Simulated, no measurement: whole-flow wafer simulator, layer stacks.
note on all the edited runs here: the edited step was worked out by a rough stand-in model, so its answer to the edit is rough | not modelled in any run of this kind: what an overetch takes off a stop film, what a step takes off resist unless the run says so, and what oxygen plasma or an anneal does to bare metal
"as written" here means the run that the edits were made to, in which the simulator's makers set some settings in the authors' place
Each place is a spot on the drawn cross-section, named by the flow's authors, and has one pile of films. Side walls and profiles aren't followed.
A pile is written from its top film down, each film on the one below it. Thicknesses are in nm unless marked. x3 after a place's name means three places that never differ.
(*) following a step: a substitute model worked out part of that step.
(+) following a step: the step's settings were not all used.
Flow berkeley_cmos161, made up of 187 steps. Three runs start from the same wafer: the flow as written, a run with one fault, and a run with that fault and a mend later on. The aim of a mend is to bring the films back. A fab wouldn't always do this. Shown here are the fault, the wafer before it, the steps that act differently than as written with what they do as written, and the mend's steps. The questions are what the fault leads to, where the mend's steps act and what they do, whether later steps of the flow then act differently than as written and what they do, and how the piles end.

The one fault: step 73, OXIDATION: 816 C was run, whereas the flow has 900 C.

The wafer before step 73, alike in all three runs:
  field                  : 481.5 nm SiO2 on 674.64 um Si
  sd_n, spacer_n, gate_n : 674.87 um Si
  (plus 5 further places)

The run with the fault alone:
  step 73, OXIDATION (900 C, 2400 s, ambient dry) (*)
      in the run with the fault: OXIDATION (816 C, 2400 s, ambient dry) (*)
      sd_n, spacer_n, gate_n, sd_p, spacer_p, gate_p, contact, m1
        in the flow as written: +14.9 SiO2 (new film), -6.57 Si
        in the run with the fault: +6.21 SiO2 (new film), -2.73 Si
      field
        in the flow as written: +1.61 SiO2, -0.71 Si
        in the run with the fault: +0.32 SiO2, -0.14 Si
  Steps later in the flow that act otherwise than as written (44 more steps, not shown, differ only slightly: by at most 2% or 0.5 nm, whichever is larger):
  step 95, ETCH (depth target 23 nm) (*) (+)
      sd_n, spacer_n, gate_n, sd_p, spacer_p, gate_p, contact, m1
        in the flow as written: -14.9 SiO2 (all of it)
        in the run with the fault: -6.21 SiO2 (all of it)
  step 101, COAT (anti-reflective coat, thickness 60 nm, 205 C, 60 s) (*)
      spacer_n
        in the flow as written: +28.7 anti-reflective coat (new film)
        in the run with the fault: +29.6 anti-reflective coat (new film)
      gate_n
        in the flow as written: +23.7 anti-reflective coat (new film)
        in the run with the fault: +24.6 anti-reflective coat (new film)
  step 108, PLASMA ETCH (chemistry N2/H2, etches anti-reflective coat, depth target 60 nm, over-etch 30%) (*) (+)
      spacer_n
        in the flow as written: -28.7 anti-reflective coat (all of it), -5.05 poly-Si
        in the run with the fault: -29.6 anti-reflective coat (all of it), -4.92 poly-Si
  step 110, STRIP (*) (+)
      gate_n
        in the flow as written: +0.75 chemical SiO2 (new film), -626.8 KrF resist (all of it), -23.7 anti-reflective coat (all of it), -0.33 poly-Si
        in the run with the fault: +0.75 chemical SiO2 (new film), -623.9 KrF resist (all of it), -24.6 anti-reflective coat (all of it), -0.33 poly-Si
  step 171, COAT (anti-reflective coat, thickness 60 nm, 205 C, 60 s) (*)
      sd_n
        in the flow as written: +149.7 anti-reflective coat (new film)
        in the run with the fault: +145.9 anti-reflective coat (new film)
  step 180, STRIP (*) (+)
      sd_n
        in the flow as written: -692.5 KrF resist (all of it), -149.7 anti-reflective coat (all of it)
        in the run with the fault: -693 KrF resist (all of it), -145.9 anti-reflective coat (all of it)
  The piles end only slightly different from the flow's at the places that both follow, by no more than 2% or 0.5 nm, whichever is larger.

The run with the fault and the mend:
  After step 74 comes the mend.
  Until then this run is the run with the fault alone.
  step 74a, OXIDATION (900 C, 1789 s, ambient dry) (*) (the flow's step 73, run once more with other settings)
      sd_n, spacer_n, gate_n, sd_p, spacer_p, gate_p, contact, m1
        +8.69 SiO2, -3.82 Si
      field
        +1.2 SiO2, -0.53 Si
  Every later step of the flow that is run acts as written, at every place that is followed, to within 2% or 0.5 nm, whichever is larger.
  The piles end only slightly different from the flow's at the places that both follow, by no more than 2% or 0.5 nm, whichever is larger.
